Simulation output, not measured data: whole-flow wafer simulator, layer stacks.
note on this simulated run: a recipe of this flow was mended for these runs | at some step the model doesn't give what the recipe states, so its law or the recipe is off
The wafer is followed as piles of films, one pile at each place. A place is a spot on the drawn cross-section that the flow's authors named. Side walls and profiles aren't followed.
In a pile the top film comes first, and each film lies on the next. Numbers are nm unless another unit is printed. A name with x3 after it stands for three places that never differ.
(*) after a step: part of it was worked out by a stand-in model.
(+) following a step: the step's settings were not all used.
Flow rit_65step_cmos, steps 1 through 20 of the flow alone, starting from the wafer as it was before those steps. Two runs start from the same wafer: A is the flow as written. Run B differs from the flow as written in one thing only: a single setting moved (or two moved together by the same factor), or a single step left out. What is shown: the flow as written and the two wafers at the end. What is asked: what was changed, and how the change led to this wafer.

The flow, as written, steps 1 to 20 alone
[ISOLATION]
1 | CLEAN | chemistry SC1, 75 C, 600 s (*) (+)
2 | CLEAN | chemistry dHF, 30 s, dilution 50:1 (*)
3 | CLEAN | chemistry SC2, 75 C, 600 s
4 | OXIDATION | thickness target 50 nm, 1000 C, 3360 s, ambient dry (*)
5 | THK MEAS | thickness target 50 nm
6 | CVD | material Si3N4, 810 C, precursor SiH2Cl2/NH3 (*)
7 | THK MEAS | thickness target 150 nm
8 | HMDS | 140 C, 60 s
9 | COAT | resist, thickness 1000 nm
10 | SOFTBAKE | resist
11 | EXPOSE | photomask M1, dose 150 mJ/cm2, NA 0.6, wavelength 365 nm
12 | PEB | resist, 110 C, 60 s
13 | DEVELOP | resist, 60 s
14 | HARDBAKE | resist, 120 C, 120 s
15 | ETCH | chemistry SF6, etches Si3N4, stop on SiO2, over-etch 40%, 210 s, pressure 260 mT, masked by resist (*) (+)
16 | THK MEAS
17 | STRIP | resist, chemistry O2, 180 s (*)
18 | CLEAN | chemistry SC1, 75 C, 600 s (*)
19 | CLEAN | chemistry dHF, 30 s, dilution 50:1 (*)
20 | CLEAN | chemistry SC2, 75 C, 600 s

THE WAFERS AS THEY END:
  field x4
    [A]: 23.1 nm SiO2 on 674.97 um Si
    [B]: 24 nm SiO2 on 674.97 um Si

What caused this: step 18, CLEAN: 66 C was run, whereas the flow has 75 C.

The path from the change to this, step by step:
  18 | CLEAN | chemistry SC1, 75 C, 600 s (*)
      field x4: A -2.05 SiO2 | B -1.2 SiO2
